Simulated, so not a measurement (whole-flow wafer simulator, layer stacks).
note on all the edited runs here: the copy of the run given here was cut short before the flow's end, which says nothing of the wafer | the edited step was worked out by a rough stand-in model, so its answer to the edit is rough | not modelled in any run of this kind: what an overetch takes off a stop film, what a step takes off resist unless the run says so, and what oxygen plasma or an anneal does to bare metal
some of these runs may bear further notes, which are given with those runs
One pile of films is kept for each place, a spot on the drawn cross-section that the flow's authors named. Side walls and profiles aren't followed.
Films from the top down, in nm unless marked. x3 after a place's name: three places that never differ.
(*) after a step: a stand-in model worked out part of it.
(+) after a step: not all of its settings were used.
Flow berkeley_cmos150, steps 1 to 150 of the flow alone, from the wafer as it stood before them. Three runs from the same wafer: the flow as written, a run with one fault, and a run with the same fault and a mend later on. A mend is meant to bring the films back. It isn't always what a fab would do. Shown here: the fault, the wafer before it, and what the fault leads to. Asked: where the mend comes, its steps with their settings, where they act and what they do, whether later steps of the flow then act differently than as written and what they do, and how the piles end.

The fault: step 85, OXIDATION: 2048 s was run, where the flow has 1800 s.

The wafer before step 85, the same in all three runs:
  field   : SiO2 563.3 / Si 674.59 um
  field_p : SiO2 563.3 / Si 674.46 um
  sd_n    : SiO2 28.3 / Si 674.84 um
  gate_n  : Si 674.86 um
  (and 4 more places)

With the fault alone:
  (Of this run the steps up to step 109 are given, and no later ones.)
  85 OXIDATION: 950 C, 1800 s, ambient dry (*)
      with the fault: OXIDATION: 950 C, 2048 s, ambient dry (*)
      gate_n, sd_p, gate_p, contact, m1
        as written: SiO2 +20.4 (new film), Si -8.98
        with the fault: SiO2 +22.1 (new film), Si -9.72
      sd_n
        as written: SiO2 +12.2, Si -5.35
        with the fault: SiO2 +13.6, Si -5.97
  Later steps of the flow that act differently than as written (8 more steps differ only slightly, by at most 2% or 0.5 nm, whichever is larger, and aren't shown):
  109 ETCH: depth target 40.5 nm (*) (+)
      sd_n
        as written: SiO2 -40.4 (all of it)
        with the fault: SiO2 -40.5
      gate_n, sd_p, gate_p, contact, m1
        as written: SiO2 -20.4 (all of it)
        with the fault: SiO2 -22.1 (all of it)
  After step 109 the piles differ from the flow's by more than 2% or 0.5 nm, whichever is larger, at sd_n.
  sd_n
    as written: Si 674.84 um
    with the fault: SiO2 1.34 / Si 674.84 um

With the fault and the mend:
  The mend comes after step 87.
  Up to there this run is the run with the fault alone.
  87a ETCH: depth target 1.677 nm (the flow's step 84 once more, with other settings)
      field, field_p, sd_n, gate_n, sd_p, gate_p, contact, m1
        SiO2 -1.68
  No later step of the flow acts differently than as written, at any place that is followed, by more than 2% or 0.5 nm, whichever is larger.
  At the end the piles differ from the flow's only slightly at the places that both follow, by at most 2% or 0.5 nm, whichever is larger.
